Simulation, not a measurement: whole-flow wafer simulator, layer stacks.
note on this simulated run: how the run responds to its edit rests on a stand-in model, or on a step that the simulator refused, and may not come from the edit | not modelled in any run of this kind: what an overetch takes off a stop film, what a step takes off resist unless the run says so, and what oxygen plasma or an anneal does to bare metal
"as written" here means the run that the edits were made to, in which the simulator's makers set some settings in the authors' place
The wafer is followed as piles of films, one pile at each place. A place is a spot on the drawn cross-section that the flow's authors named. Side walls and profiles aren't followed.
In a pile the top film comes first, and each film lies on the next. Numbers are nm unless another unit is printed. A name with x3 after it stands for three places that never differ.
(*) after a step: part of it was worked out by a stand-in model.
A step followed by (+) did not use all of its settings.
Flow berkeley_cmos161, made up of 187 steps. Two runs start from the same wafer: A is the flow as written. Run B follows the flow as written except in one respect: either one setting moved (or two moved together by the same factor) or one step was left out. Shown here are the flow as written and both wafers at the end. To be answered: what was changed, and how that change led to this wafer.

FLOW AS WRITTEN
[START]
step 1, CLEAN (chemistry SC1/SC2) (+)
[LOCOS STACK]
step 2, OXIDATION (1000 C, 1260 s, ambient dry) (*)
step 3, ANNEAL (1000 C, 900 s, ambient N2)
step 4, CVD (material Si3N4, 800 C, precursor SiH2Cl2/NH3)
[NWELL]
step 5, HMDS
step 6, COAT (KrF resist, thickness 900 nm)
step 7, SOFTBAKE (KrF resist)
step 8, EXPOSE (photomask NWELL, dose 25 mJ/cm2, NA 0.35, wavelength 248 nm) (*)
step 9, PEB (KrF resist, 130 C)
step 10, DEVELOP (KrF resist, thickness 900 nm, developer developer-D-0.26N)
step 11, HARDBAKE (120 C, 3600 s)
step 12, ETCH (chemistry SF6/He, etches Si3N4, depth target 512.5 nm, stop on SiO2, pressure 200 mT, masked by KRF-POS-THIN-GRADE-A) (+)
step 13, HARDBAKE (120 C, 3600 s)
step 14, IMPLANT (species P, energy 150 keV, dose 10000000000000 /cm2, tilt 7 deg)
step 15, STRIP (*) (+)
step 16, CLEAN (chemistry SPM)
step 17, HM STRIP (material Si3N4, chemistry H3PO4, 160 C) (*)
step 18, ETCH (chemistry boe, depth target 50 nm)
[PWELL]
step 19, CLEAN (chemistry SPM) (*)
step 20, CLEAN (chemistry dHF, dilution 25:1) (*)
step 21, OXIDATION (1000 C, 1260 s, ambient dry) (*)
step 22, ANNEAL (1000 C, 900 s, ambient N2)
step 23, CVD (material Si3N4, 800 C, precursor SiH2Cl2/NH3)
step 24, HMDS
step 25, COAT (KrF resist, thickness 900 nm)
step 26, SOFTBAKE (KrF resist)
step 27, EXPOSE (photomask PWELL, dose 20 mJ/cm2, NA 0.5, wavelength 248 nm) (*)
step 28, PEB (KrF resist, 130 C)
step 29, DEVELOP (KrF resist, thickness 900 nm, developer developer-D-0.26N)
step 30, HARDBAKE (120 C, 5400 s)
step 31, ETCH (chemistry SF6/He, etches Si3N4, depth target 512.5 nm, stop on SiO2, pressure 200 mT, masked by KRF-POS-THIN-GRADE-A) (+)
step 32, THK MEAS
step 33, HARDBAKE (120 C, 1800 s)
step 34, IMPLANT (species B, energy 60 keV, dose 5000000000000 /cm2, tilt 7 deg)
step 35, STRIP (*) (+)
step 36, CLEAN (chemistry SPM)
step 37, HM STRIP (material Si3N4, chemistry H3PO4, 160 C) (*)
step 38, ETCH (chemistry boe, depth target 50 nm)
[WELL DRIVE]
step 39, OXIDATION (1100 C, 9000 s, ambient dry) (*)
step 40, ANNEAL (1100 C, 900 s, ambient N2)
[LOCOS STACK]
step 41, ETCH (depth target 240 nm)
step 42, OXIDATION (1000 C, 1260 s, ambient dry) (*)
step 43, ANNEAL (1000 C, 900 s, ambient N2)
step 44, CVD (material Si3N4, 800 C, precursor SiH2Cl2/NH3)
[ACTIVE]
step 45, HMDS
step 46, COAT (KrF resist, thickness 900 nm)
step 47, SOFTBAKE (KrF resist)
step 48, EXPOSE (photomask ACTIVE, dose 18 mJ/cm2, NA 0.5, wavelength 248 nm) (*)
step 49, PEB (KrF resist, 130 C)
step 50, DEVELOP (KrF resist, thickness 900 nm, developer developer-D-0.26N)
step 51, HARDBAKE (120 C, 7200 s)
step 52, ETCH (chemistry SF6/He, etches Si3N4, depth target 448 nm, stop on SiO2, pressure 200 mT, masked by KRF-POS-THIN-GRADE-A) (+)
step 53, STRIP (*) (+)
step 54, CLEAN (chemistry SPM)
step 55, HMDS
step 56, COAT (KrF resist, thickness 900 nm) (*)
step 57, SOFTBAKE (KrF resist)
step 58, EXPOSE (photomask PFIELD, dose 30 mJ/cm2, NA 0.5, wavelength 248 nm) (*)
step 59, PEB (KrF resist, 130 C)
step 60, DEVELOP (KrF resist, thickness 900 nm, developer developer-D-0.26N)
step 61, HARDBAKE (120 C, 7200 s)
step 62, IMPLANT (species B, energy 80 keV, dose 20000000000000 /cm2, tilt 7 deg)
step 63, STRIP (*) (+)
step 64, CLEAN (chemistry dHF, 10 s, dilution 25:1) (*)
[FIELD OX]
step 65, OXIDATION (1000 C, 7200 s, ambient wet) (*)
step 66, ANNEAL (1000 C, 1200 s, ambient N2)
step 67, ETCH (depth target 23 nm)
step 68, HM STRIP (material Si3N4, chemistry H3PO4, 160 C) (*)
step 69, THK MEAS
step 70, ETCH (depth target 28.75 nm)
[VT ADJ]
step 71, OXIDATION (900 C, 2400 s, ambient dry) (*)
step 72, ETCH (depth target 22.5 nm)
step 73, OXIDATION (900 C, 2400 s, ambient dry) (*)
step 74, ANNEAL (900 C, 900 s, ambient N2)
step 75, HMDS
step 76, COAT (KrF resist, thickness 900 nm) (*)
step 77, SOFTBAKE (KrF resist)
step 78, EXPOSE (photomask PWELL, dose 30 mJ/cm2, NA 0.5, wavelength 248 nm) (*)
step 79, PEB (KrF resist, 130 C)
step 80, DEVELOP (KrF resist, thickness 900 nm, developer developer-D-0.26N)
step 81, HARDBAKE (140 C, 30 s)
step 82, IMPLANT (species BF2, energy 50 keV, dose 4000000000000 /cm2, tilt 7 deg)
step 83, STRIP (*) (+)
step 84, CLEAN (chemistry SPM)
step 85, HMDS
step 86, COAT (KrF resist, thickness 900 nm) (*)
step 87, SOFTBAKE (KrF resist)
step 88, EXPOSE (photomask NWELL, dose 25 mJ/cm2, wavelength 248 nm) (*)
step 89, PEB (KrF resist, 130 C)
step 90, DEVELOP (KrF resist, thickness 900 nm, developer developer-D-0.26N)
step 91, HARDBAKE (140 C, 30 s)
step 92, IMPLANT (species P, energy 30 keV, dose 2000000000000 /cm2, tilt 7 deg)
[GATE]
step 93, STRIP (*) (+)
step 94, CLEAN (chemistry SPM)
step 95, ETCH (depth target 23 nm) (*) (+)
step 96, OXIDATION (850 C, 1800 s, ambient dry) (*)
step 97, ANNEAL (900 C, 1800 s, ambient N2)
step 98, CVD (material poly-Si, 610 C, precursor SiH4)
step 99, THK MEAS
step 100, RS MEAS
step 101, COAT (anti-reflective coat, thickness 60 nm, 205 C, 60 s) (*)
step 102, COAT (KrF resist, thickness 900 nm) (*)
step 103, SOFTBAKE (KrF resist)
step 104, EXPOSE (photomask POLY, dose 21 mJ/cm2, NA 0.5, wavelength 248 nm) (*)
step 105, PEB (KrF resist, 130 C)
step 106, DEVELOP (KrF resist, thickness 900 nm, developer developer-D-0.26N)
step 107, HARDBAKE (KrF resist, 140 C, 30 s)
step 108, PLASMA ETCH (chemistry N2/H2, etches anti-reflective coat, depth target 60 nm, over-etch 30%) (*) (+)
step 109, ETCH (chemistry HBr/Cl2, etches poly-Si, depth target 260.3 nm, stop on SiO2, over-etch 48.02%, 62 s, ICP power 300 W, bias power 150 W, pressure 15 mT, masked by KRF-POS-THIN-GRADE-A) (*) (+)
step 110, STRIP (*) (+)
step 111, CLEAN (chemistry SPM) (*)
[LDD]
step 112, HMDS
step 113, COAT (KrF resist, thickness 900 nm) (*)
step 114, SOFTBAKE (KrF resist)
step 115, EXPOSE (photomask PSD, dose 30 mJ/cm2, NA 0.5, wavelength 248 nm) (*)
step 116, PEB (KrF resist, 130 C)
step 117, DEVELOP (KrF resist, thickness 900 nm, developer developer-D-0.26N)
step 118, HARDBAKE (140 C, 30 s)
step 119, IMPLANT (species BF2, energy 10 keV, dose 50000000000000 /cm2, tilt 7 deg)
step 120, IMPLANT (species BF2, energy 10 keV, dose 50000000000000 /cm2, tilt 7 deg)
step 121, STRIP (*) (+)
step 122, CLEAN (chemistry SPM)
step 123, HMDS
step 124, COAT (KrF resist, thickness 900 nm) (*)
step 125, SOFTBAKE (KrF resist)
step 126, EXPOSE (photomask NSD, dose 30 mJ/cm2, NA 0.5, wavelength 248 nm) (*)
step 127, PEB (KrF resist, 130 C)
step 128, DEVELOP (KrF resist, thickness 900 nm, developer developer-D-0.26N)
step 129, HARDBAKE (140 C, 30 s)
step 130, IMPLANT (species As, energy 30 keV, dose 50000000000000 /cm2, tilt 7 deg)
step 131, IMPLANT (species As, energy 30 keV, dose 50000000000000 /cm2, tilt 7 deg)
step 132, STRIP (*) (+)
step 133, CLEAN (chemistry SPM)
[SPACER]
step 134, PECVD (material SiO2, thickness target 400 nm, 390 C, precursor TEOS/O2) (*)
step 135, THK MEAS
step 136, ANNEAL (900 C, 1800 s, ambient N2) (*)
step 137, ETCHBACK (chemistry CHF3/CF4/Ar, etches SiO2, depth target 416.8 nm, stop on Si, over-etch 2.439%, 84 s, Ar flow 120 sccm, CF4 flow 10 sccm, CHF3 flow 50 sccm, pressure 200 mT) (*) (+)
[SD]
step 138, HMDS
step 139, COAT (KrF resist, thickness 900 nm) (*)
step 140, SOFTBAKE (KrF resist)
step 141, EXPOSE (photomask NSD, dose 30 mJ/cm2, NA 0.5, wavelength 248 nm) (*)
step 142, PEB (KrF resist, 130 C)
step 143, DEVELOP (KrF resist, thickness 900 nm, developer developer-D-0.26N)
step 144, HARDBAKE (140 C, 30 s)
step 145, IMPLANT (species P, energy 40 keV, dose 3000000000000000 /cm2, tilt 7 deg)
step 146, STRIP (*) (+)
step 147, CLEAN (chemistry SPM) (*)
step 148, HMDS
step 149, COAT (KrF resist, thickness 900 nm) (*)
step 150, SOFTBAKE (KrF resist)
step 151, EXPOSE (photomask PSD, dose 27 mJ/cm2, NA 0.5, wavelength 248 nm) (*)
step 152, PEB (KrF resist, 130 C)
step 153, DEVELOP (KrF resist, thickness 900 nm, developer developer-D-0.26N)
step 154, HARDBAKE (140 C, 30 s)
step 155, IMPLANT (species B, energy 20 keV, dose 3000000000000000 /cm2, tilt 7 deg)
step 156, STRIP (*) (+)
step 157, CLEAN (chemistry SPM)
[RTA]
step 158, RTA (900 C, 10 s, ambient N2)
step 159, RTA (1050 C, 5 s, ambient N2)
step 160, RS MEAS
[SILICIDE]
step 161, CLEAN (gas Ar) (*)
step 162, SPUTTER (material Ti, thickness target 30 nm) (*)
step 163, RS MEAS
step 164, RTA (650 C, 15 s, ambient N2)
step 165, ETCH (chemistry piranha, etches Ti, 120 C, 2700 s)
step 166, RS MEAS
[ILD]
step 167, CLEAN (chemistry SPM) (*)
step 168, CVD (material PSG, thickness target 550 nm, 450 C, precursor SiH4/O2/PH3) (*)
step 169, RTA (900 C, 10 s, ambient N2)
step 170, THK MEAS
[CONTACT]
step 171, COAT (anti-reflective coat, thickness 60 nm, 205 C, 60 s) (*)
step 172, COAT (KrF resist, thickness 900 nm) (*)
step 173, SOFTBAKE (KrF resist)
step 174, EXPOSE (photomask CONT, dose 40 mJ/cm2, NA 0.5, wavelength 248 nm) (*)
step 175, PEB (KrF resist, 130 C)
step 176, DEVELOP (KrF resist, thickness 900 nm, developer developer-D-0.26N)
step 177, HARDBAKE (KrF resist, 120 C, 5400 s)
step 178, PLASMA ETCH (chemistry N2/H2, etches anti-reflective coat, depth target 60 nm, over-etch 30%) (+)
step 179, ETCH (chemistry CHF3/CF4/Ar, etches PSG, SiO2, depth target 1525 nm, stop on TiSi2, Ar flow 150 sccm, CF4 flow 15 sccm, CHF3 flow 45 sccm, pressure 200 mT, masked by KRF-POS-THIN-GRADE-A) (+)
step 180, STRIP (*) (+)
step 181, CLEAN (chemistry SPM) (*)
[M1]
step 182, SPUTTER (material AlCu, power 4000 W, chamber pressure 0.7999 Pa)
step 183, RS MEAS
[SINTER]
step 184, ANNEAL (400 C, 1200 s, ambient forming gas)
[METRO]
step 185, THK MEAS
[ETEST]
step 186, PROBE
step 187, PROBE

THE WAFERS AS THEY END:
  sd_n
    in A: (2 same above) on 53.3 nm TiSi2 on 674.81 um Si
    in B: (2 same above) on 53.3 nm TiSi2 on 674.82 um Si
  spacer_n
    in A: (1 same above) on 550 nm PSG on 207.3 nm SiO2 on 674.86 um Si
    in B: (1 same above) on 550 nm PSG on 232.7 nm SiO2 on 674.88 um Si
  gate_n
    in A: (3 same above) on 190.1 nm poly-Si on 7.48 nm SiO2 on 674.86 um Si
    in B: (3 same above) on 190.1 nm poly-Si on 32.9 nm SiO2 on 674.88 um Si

What caused this: step 25, COAT: thickness 450 nm was run, whereas the flow has thickness 900 nm; step 41, ETCH: depth target 120 nm was run, where the flow has depth target 240 nm.

Step by step, how the change led to this:
  step 25, COAT (KrF resist, thickness 900 nm)
      field, sd_n, spacer_n and 6 more: A +900 KrF resist (new film) | B +450 KrF resist (new film)
  step 28, PEB (KrF resist, 130 C)
      field, sd_n, spacer_n and 6 more: A -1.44 KrF resist | B -0.64 KrF resist
  step 29, DEVELOP (KrF resist, thickness 900 nm, developer developer-D-0.26N)
      field, sd_n, spacer_n, gate_n, contact: A -898.6 KrF resist (all of it) | B -449.4 KrF resist (all of it)
  step 30, HARDBAKE (120 C, 5400 s)
      sd_p, spacer_p, gate_p, m1: A -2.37 KrF resist | B -1.12 KrF resist
  step 35, STRIP (*) (+)
      sd_p, spacer_p, gate_p, m1: A -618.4 KrF resist (all of it) | B -170.6 KrF resist (all of it)
  step 41, ETCH (depth target 240 nm)
      field, sd_n, spacer_n and 6 more: A -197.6 SiO2 (all of it) | B -120 SiO2
  step 42, OXIDATION (1000 C, 1260 s, ambient dry) (*)
      field, sd_n, spacer_n and 6 more: A +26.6 SiO2 (new film), -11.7 Si | B +12.9 SiO2, -5.68 Si
  step 65, OXIDATION (1000 C, 7200 s, ambient wet) (*)
      gate_n, gate_p, m1: A +12.1 SiO2 (new film), -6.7 Si3N4 | B +12.1 SiO2 (new film), -6.7 Si3N4, +0.14 SiO2
      spacer_n, spacer_p: A +12.1 SiO2 (new film), -6.7 Si3N4 | B +12.1 SiO2 (new film), -6.7 Si3N4, +0.18 SiO2, -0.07 Si
      (also at 4 further places)
  step 70, ETCH (depth target 28.75 nm)
      spacer_n, gate_n, spacer_p, gate_p, m1: A -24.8 SiO2 (all of it) | B -28.8 SiO2
      sd_n, sd_p: A -25 SiO2 (all of it) | B -28.8 SiO2
      (also at 1 further place)
  step 71, OXIDATION (900 C, 2400 s, ambient dry) (*)
      spacer_n, gate_n, spacer_p, gate_p, m1: A +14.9 SiO2 (new film), -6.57 Si | B +7.71 SiO2, -3.39 Si
      sd_n: A +14.9 SiO2 (new film), -6.57 Si | B +7.17 SiO2, -3.16 Si
      (also at 2 further places)
  step 72, ETCH (depth target 22.5 nm)
      sd_n, spacer_n, gate_n, sd_p, spacer_p, gate_p, contact, m1: A -14.9 SiO2 (all of it) | B -22.5 SiO2
  step 73, OXIDATION (900 C, 2400 s, ambient dry) (*)
      spacer_n, gate_n, spacer_p, gate_p, m1: A +14.9 SiO2 (new film), -6.57 Si | B +7.19 SiO2, -3.16 Si
      sd_n: A +14.9 SiO2 (new film), -6.57 Si | B +6.76 SiO2, -2.98 Si
      (also at 2 further places)
  step 95, ETCH (depth target 23 nm) (*) (+)
      sd_n, spacer_n, gate_n, sd_p, spacer_p, gate_p, contact, m1: A -14.9 SiO2 (all of it) | B -23 SiO2
  step 96, OXIDATION (850 C, 1800 s, ambient dry) (*)
      spacer_n, gate_n, spacer_p, gate_p, m1: A +7.48 SiO2 (new film), -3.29 Si | B +3.33 SiO2, -1.47 Si
      sd_n: A +7.48 SiO2 (new film), -3.29 Si | B +3.06 SiO2, -1.34 Si
      (also at 2 further places)
  step 101, COAT (anti-reflective coat, thickness 60 nm, 205 C, 60 s) (*)
      sd_n: A +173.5 anti-reflective coat (new film) | B +167.8 anti-reflective coat (new film)
      spacer_n: A +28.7 anti-reflective coat (new film) | B +33.1 anti-reflective coat (new film)
      (also at 4 further places)
  step 108, PLASMA ETCH (chemistry N2/H2, etches anti-reflective coat, depth target 60 nm, over-etch 30%) (*) (+)
      sd_n: A -173.5 anti-reflective coat (all of it), -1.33 poly-Si | B -167.8 anti-reflective coat (all of it), -1.29 poly-Si
      spacer_n: A -28.7 anti-reflective coat (all of it), -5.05 poly-Si | B -33.1 anti-reflective coat (all of it), -4.74 poly-Si
      (also at 2 further places)
  ... 14 further steps ...
  step 182, SPUTTER (material AlCu, power 4000 W, chamber pressure 0.7999 Pa)
      sd_p: A +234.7 AlCu (new film) | B +225.3 AlCu (new film)
